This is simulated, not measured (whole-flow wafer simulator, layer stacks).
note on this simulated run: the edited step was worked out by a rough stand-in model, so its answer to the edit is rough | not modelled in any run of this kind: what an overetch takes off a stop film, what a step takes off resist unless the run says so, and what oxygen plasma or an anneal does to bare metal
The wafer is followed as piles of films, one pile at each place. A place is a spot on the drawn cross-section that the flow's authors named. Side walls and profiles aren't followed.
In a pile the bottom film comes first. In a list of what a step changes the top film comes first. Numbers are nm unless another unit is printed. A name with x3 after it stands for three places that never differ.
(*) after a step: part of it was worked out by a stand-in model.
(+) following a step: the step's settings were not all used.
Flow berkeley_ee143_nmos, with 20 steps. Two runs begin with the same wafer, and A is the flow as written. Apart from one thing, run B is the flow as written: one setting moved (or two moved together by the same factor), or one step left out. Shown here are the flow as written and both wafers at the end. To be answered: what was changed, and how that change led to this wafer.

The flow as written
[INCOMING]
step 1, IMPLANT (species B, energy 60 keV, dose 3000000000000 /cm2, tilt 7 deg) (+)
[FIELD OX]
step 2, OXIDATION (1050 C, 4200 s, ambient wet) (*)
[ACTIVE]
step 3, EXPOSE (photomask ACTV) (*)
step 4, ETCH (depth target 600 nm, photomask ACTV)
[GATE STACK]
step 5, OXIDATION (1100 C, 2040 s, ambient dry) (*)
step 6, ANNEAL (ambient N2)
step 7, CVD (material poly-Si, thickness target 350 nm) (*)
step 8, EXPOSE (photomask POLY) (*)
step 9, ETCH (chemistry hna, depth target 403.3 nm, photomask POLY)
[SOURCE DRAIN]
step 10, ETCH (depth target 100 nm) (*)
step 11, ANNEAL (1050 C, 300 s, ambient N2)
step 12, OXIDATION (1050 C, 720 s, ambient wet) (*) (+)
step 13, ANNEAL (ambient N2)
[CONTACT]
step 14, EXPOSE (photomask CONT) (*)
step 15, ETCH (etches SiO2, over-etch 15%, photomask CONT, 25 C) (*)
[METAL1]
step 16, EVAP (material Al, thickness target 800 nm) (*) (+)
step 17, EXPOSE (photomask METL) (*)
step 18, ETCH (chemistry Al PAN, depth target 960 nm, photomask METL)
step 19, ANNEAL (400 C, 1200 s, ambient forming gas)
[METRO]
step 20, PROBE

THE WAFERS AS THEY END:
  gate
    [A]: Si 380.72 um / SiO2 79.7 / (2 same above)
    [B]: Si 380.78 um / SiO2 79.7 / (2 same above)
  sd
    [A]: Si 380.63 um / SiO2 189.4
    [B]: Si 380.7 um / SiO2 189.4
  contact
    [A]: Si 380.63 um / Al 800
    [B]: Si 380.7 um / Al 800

What caused this: step 2, OXIDATION: 2520 s was run, whereas the flow has 4200 s.

The path from the change to this, step by step:
  step 2, OXIDATION (1050 C, 4200 s, ambient wet) (*)
      gate, sd, contact, field: A +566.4 SiO2 (new film), -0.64 chemical SiO2 (all of it), -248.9 Si | B +415.7 SiO2 (new film), -0.64 chemical SiO2 (all of it), -182.6 Si
  step 4, ETCH (depth target 600 nm, photomask ACTV)
      gate, sd, contact: A -566.4 SiO2 (all of it) | B -415.7 SiO2 (all of it)
  step 5, OXIDATION (1100 C, 2040 s, ambient dry) (*)
      field: A +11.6 SiO2, -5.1 Si | B +15 SiO2, -6.62 Si
  step 12, OXIDATION (1050 C, 720 s, ambient wet) (*) (+)
      field: A +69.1 SiO2, -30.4 Si | B +87.4 SiO2, -38.5 Si
